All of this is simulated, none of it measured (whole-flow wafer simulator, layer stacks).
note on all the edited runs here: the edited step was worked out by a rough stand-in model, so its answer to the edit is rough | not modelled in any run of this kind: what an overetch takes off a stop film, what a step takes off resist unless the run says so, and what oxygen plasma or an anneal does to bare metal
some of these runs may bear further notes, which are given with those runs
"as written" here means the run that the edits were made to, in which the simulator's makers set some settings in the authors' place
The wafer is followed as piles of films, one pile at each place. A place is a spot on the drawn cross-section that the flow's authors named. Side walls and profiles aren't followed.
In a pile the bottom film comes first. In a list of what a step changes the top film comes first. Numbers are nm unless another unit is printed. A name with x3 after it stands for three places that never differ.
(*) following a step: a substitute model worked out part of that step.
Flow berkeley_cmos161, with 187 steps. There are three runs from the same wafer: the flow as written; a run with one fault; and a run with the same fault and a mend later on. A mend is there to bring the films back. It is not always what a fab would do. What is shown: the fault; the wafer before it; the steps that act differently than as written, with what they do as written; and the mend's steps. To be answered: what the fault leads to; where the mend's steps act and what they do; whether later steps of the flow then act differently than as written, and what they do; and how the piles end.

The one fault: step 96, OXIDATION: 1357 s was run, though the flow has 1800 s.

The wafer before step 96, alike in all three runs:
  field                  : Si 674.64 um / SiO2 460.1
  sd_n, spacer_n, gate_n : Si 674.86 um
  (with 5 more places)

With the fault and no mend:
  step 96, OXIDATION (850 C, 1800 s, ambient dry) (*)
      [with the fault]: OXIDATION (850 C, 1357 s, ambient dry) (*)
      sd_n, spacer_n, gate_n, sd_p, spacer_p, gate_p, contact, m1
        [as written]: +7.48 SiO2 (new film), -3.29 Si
        [with the fault]: +6.35 SiO2 (new film), -2.8 Si
  Later steps of the flow that are run all act as written at every place that is followed, up to a difference of at most 2% or 0.5 nm, whichever is larger.
  At gate_n, gate_p, the piles at the end differ from the flow's by more than 2% or 0.5 nm, whichever is larger.
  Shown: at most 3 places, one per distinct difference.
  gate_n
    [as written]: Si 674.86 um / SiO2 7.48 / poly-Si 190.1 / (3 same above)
    [with the fault]: Si 674.86 um / SiO2 6.35 / poly-Si 190.1 / (3 same above)

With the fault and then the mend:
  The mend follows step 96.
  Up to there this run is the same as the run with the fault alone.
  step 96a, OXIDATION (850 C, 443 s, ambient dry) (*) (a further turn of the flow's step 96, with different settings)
      sd_n, spacer_n, gate_n, sd_p, spacer_p, gate_p, contact, m1
        +1.13 SiO2, -0.5 Si
      field
        +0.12 SiO2, -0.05 Si
  Later steps of the flow that are run all act as written at every place that is followed.
  At every place that both follow, the piles at the end match the flow's.
